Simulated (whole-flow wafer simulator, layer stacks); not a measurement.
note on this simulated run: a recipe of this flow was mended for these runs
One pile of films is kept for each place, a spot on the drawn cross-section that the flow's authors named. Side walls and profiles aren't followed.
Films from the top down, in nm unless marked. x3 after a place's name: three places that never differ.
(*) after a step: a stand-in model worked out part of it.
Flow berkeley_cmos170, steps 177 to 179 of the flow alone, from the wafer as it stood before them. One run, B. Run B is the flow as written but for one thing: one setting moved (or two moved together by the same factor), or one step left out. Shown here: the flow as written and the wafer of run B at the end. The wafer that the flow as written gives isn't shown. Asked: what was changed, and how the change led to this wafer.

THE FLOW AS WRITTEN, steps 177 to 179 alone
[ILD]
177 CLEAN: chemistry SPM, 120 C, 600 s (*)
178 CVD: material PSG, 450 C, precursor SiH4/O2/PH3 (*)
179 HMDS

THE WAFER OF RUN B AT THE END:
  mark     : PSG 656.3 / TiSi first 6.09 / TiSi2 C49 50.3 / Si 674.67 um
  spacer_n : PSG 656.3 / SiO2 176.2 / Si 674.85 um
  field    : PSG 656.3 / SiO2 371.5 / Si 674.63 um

The cause: step 178, CVD: 440 C was run, where the flow has 450 C.

How the change led to this, step by step:
  178 CVD: material PSG, 450 C, precursor SiH4/O2/PH3 (*)
      field, mark, sd_n and 10 more: PSG +656.3 (new film) (as written it would be: PSG +700 (new film))
